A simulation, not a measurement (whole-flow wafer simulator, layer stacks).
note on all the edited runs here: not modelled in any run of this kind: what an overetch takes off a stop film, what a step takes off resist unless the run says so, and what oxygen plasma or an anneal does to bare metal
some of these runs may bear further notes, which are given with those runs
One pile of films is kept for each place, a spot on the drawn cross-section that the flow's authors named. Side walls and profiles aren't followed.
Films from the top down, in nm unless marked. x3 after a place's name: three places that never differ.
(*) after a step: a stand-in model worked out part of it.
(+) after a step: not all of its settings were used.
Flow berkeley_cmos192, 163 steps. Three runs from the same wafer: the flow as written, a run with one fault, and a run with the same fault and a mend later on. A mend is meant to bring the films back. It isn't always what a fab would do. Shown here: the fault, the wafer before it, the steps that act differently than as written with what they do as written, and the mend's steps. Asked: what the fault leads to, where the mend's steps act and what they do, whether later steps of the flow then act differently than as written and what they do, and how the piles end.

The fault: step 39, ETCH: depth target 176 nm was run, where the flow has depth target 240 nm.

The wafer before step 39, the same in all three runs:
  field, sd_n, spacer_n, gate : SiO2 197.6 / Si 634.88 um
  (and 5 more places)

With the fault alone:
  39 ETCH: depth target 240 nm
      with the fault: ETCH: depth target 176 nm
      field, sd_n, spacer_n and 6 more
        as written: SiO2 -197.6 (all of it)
        with the fault: SiO2 -176
  Later steps of the flow that act differently than as written (43 more steps differ only slightly, by at most 2% or 0.5 nm, whichever is larger, and aren't shown):
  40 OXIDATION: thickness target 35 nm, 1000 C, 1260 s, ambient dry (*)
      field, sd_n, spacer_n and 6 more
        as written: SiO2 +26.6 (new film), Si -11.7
        with the fault: SiO2 +20.5, Si -9
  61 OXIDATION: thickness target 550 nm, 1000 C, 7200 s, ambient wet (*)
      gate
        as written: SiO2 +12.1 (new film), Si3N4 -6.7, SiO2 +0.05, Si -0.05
        with the fault: SiO2 +12.1 (new film), Si3N4 -6.7
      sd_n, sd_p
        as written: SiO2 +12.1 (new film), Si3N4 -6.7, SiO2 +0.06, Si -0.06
        with the fault: SiO2 +12.1 (new film), Si3N4 -6.7, SiO2 +1.26, Si -0.55
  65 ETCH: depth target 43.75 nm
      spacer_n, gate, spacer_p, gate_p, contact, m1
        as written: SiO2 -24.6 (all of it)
        with the fault: SiO2 -40 (all of it)
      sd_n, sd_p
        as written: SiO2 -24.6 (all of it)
        with the fault: SiO2 -41.3 (all of it)
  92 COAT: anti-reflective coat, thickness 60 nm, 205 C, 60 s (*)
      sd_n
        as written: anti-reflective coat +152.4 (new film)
        with the fault: anti-reflective coat +159.6 (new film)
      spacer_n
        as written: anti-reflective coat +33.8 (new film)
        with the fault: anti-reflective coat +31.1 (new film)
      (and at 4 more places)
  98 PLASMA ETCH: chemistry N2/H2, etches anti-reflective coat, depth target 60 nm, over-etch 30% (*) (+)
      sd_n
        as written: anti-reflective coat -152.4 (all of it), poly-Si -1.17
        with the fault: anti-reflective coat -159.6 (all of it), poly-Si -1.23
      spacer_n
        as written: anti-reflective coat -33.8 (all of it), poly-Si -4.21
        with the fault: anti-reflective coat -31.1 (all of it), poly-Si -4.52
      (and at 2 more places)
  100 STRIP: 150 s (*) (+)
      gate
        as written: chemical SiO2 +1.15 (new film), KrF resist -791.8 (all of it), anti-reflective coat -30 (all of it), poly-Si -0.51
        with the fault: chemical SiO2 +1.15 (new film), KrF resist -800.2 (all of it), anti-reflective coat -27.1 (all of it), poly-Si -0.51
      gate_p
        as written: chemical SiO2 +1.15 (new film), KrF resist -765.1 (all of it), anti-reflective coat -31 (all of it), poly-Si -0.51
        with the fault: chemical SiO2 +1.15 (new film), KrF resist -770.6 (all of it), anti-reflective coat -28.9 (all of it), poly-Si -0.51
  At the end the piles differ from the flow's only slightly at the places that both follow, by at most 2% or 0.5 nm, whichever is larger.

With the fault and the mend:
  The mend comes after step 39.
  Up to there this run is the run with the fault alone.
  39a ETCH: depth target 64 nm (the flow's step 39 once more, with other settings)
      field, sd_n, spacer_n and 6 more
        SiO2 -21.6 (all of it)
  No later step of the flow acts differently than as written at any place that is followed.
  At the end the piles are the same as the flow's at every place that both follow.
